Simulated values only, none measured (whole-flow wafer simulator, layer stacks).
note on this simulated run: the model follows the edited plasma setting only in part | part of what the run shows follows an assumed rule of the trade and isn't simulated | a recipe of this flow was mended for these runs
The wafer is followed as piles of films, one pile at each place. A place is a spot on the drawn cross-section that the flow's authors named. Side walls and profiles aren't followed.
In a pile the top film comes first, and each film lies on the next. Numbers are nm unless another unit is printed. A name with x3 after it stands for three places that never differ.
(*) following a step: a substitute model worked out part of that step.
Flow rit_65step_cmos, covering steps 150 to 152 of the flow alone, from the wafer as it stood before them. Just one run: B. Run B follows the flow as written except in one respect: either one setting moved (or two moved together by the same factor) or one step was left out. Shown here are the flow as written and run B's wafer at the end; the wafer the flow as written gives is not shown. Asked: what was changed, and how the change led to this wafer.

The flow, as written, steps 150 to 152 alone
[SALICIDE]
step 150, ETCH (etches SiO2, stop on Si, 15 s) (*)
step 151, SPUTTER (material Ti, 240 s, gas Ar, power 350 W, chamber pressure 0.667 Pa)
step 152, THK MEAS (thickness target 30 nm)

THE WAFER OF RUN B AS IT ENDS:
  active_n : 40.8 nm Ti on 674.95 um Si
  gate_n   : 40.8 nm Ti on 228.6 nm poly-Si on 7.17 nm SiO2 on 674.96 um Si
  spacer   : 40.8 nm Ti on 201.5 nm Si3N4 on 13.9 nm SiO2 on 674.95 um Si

Cause: step 151, SPUTTER: power 476 W was run, though the flow has power 350 W.

How this came from the change, step by step:
  step 151, SPUTTER (material Ti, 240 s, gas Ar, power 350 W, chamber pressure 0.667 Pa)
      field, field_pw, field_nw and 11 more: +40.8 Ti (new film) (it would be, as written: +30 Ti (new film))
